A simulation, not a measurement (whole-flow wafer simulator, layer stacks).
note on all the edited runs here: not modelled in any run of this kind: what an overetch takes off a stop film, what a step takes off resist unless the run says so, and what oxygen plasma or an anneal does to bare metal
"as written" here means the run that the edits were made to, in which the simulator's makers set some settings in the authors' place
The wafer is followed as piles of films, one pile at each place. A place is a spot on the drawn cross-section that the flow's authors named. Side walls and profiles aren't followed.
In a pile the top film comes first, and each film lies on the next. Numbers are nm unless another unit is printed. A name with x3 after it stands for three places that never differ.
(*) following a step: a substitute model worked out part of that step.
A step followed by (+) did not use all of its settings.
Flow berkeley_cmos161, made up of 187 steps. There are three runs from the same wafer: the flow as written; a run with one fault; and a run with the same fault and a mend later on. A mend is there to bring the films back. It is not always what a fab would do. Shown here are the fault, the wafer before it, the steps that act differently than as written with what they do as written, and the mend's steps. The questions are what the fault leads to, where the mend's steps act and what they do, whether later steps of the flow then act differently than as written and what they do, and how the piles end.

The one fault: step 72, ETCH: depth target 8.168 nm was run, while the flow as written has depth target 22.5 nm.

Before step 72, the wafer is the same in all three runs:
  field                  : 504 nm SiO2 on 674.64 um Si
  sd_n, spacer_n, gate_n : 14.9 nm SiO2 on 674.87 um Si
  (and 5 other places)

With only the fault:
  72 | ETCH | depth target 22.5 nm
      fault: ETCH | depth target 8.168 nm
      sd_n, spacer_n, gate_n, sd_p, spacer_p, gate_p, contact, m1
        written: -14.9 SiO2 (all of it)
        fault: -8.17 SiO2
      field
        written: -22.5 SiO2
        fault: -8.17 SiO2
  Later steps of the flow acting differently than as written (45 other steps are not shown; they differ only slightly, by no more than 2% or 0.5 nm, whichever is larger):
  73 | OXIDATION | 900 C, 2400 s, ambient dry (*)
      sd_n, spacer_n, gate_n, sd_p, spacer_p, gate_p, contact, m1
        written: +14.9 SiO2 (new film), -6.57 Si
        fault: +10.6 SiO2, -4.68 Si
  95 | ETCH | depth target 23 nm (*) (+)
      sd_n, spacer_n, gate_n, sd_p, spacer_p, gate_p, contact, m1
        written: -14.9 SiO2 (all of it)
        fault: -17.4 SiO2 (all of it)
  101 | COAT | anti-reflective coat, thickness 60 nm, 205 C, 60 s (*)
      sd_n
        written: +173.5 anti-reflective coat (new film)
        fault: +183.2 anti-reflective coat (new film)
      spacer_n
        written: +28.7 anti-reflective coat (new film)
        fault: +26.4 anti-reflective coat (new film)
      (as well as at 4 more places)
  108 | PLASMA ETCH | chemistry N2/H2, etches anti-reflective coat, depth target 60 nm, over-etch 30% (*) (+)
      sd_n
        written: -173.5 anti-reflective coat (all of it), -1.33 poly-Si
        fault: -183.2 anti-reflective coat (all of it), -1.41 poly-Si
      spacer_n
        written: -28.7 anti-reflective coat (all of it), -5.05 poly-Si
        fault: -26.4 anti-reflective coat (all of it), -5.43 poly-Si
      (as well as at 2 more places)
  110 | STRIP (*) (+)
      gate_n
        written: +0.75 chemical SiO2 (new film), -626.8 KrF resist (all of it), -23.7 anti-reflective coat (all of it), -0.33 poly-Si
        fault: +0.75 chemical SiO2 (new film), -634.9 KrF resist (all of it), -21.5 anti-reflective coat (all of it), -0.33 poly-Si
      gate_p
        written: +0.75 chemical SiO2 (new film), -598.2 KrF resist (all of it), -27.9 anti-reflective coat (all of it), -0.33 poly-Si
        fault: +0.75 chemical SiO2 (new film), -603 KrF resist (all of it), -26.8 anti-reflective coat (all of it), -0.33 poly-Si
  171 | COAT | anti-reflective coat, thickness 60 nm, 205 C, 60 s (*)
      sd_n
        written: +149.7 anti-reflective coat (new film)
        fault: +160 anti-reflective coat (new film)
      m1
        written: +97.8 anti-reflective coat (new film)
        fault: +100.8 anti-reflective coat (new film)
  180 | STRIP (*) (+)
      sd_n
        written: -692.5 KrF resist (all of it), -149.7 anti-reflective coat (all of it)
        fault: -690.3 KrF resist (all of it), -160 anti-reflective coat (all of it)
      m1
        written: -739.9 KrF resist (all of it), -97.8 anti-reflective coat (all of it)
        fault: -744.5 KrF resist (all of it), -100.8 anti-reflective coat (all of it)
  The piles end different from the flow's at field by more than 2% or 0.5 nm, whichever is larger.
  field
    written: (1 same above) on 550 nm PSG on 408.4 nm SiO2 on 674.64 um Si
    fault: (1 same above) on 550 nm PSG on 422.7 nm SiO2 on 674.64 um Si

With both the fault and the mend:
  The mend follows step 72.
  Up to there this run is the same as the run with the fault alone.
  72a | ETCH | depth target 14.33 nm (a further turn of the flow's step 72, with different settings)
      sd_n, spacer_n, gate_n, sd_p, spacer_p, gate_p, contact, m1
        -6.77 SiO2 (all of it)
      field
        -14.3 SiO2
  Later steps of the flow that are run all act as written at every place that is followed, up to a difference of at most 2% or 0.5 nm, whichever is larger.
  By the end, the piles equal the flow's at every place that both follow.
